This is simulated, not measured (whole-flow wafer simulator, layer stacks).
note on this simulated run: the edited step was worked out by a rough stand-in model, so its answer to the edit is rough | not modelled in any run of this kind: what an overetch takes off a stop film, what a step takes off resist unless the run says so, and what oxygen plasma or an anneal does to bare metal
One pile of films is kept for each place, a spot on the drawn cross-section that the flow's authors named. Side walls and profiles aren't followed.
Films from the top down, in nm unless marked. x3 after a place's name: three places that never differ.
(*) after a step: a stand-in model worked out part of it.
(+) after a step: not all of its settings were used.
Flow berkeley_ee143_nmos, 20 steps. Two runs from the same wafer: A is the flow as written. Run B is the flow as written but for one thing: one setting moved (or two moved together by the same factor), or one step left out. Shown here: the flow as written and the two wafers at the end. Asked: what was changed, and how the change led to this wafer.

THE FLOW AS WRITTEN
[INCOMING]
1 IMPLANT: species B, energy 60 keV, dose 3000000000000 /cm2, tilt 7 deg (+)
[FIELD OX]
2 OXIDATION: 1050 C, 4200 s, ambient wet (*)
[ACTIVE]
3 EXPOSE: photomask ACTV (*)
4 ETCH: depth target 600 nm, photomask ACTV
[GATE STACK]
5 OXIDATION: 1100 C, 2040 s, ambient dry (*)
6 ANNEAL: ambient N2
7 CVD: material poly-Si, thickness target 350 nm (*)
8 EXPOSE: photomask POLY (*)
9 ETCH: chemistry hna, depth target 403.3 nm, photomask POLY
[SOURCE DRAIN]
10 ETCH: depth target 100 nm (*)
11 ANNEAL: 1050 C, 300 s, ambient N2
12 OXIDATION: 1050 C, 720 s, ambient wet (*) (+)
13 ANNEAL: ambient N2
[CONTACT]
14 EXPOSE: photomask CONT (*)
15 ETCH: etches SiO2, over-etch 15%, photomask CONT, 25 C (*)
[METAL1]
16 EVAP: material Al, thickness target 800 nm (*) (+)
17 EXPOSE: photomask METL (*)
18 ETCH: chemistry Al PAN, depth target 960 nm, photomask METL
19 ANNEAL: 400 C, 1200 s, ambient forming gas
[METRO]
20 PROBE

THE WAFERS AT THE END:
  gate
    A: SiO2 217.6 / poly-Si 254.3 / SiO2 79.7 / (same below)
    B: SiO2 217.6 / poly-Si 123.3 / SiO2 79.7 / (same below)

The cause: step 7, CVD: thickness target 219 nm was run, where the flow has thickness target 350 nm.

How the change led to this, step by step:
  7 CVD: material poly-Si, thickness target 350 nm (*)
      gate, sd, contact, field: A poly-Si +350 (new film) | B poly-Si +219 (new film)
  9 ETCH: chemistry hna, depth target 403.3 nm, photomask POLY
      sd, contact, field: A poly-Si -350 (all of it) | B poly-Si -219 (all of it)
